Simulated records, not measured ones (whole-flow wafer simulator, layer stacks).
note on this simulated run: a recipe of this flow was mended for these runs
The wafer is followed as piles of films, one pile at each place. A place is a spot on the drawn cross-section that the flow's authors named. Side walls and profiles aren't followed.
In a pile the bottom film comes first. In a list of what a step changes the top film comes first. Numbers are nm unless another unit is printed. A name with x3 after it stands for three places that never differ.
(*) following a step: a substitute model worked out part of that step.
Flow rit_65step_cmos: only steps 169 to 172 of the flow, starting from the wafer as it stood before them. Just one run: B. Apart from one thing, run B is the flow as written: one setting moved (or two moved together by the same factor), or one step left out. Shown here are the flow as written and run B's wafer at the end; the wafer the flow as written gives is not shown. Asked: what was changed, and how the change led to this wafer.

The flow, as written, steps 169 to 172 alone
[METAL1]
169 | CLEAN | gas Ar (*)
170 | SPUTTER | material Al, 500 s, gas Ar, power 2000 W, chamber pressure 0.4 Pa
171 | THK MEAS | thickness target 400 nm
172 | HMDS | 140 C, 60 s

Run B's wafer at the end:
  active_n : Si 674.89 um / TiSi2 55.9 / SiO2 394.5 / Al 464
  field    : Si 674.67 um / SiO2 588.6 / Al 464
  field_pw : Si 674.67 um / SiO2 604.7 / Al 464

Cause: step 170, SPUTTER: power 2320 W was run, while the flow as written has power 2000 W.

Step by step, how the change led to this:
  170 | SPUTTER | material Al, 500 s, gas Ar, power 2000 W, chamber pressure 0.4 Pa
      field, field_pw, field_nw and 10 more: +464 Al (new film) (it would be, as written: +400 Al (new film))
      contact: +292 Al (new film) (it would be, as written: +255.4 Al (new film))
